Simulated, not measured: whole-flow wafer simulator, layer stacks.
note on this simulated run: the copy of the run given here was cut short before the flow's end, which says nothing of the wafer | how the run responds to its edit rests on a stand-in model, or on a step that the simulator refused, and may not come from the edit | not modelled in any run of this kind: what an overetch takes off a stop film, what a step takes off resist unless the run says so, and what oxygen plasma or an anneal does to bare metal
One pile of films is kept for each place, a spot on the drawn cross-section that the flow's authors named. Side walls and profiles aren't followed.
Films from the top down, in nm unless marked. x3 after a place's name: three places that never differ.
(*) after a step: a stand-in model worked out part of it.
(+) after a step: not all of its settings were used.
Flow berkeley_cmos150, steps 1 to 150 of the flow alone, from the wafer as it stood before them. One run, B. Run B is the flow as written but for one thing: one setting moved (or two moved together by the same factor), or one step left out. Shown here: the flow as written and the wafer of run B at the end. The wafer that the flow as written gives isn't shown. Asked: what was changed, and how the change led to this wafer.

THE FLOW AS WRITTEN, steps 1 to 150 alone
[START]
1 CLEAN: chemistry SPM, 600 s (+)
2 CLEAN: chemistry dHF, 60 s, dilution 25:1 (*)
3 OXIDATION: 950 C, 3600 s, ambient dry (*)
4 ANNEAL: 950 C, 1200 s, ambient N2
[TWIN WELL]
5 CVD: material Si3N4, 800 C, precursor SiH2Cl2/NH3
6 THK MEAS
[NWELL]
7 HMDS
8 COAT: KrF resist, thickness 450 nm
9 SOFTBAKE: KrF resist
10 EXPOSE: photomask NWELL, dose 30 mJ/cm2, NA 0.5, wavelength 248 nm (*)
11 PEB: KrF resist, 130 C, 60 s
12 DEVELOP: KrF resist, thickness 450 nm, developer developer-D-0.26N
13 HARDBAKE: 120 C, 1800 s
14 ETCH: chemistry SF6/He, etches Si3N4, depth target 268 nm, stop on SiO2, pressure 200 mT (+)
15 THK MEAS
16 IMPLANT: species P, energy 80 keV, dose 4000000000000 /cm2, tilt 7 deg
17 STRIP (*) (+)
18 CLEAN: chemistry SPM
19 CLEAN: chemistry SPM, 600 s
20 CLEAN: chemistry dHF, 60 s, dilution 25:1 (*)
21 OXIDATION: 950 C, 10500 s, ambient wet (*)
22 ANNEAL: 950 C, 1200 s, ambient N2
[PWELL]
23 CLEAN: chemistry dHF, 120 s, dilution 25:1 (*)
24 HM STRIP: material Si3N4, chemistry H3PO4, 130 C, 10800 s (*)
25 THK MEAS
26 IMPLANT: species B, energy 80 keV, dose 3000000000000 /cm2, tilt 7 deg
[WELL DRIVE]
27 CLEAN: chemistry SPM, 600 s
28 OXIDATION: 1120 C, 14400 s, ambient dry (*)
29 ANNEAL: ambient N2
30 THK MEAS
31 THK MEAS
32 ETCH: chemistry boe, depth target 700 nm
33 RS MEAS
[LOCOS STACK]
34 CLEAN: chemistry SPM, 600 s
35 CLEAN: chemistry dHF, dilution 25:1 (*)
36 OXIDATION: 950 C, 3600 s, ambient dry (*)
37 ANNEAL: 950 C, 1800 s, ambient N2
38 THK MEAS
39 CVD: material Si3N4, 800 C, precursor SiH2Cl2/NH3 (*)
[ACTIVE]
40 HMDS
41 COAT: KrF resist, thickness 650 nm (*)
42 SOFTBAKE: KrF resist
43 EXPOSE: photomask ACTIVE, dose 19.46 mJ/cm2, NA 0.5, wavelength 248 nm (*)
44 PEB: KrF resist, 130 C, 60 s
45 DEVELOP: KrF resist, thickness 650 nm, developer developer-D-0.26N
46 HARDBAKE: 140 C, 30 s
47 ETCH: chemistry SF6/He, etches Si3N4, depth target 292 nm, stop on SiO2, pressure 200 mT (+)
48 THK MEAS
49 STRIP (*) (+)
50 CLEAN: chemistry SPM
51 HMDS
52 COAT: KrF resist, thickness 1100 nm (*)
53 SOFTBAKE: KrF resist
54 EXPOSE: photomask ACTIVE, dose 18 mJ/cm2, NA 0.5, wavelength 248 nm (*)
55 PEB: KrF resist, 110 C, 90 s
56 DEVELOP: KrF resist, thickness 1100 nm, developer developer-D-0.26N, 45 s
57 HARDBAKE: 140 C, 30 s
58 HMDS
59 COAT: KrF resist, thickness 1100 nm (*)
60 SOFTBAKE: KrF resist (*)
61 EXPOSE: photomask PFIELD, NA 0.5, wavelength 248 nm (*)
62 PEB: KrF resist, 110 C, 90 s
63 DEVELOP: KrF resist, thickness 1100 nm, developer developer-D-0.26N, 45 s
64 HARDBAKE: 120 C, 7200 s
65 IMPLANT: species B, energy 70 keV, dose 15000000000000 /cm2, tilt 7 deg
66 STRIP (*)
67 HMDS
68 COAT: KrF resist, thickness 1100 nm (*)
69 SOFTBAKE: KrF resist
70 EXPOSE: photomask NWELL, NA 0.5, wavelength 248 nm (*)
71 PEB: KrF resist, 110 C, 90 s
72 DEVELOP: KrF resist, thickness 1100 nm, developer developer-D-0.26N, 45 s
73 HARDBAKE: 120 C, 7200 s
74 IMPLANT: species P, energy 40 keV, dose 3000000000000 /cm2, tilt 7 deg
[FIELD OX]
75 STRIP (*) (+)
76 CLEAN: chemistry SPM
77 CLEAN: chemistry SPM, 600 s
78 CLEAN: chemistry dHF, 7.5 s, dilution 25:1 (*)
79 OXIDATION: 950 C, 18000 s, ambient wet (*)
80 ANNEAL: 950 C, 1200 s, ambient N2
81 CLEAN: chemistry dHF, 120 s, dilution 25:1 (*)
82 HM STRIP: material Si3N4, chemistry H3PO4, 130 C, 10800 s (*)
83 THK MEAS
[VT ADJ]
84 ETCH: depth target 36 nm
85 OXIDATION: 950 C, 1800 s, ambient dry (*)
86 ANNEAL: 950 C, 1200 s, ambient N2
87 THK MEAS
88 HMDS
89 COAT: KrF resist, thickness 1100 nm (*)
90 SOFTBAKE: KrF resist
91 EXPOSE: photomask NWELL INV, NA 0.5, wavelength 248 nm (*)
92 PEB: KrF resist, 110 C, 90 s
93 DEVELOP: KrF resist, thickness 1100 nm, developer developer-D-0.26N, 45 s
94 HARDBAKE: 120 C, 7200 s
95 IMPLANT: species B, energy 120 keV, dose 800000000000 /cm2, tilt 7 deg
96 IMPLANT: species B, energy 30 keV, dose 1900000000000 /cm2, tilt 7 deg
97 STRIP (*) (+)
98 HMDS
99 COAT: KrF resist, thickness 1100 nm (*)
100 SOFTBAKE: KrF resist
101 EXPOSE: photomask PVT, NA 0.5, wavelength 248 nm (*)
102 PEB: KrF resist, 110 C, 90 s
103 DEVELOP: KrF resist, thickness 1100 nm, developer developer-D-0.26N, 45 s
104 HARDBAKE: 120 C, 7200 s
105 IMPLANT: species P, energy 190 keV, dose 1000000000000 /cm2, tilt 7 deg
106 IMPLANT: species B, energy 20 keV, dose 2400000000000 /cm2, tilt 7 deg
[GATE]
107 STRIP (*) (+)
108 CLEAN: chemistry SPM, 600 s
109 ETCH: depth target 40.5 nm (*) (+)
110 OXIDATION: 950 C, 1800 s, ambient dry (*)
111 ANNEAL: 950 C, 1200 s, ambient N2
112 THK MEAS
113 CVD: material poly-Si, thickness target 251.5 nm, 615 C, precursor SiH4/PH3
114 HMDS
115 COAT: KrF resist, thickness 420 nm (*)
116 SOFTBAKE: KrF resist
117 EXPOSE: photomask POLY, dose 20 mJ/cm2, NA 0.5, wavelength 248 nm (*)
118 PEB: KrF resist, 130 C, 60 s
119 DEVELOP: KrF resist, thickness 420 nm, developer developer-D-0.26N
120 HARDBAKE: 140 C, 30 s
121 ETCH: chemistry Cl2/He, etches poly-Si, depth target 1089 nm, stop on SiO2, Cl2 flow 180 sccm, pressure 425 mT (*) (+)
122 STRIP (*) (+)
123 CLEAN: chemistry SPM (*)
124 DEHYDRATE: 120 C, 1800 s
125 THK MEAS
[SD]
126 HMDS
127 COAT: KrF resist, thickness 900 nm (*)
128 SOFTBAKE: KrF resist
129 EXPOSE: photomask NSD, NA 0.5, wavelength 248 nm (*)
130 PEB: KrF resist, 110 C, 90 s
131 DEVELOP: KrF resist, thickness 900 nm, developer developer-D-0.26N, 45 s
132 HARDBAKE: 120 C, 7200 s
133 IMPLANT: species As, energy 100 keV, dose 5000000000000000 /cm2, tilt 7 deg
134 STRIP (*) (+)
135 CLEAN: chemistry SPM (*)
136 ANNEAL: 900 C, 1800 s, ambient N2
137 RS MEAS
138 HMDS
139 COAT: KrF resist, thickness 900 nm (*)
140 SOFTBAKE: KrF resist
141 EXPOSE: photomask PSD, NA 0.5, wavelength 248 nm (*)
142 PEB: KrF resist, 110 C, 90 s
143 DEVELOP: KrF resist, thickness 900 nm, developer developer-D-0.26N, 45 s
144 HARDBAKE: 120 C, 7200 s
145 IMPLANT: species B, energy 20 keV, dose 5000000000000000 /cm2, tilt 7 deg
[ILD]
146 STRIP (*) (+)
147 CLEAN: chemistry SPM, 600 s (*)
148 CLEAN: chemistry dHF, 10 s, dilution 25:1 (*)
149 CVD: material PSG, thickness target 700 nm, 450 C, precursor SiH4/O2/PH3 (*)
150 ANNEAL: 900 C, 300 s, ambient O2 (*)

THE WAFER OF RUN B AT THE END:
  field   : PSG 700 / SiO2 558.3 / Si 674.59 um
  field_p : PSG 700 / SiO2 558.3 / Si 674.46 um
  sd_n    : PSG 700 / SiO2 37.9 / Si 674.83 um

The cause: step 84, ETCH: depth target 36 nm, was left out.

How the change led to this, step by step:
  85 OXIDATION: 950 C, 1800 s, ambient dry (*)
      gate_n, sd_p, gate_p, contact, m1: SiO2 +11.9, Si -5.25 (as written it would be: SiO2 +20.4 (new film), Si -8.98)
      sd_n: SiO2 +8.11, Si -3.57 (as written it would be: SiO2 +12.2, Si -5.35)
  109 ETCH: depth target 40.5 nm (*) (+)
      gate_n, sd_p, gate_p, contact, m1: SiO2 -40.5 (as written it would be: SiO2 -20.4 (all of it))
      sd_n: SiO2 -40.5 (as written it would be: SiO2 -40.4 (all of it))
  110 OXIDATION: 950 C, 1800 s, ambient dry (*)
      gate_n, sd_p, gate_p, m1: SiO2 +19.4, Si -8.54 (as written it would be: SiO2 +20.4 (new film), Si -8.98)
      sd_n: SiO2 +11.1, Si -4.89 (as written it would be: SiO2 +20.4 (new film), Si -8.98)
      (and at 1 more place)
  115 COAT: KrF resist, thickness 420 nm (*)
      gate_n: KrF resist +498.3 (new film) (as written it would be: KrF resist +482.5 (new film))
      sd_p: KrF resist +572.2 (new film) (as written it would be: KrF resist +559.7 (new film))
      (and at 1 more place)
  119 DEVELOP: KrF resist, thickness 420 nm, developer developer-D-0.26N
      sd_p: KrF resist -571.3 (all of it) (as written it would be: KrF resist -558.9 (all of it))
      m1: KrF resist -540.3 (all of it) (as written it would be: KrF resist -526.1 (all of it))
  120 HARDBAKE: 140 C, 30 s
      gate_n: KrF resist -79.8 (as written it would be: KrF resist -77.1)
  122 STRIP (*) (+)
      gate_n: chemical SiO2 +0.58 (new film), KrF resist -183 (all of it), poly-Si -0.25 (as written it would be: chemical SiO2 +0.57 (new film), KrF resist -169.8 (all of it), poly-Si -0.25)
      gate_p: chemical SiO2 +0.58 (new film), KrF resist -212.9 (all of it), poly-Si -0.25 (as written it would be: chemical SiO2 +0.57 (new film), KrF resist -206.4 (all of it), poly-Si -0.25)
  127 COAT: KrF resist, thickness 900 nm (*)
      gate_n: KrF resist +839 (new film) (as written it would be: KrF resist +819.9 (new film))
  131 DEVELOP: KrF resist, thickness 900 nm, developer developer-D-0.26N, 45 s
      gate_n: KrF resist -833.2 (all of it) (as written it would be: KrF resist -814.3 (all of it))
  139 COAT: KrF resist, thickness 900 nm (*)
      gate_n: KrF resist +838.8 (new film) (as written it would be: KrF resist +819.8 (new film))
  146 STRIP (*) (+)
      gate_n: KrF resist -806.6 (all of it), chemical SiO2 +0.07, poly-Si -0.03 (as written it would be: KrF resist -788 (all of it), chemical SiO2 +0.07, poly-Si -0.03)
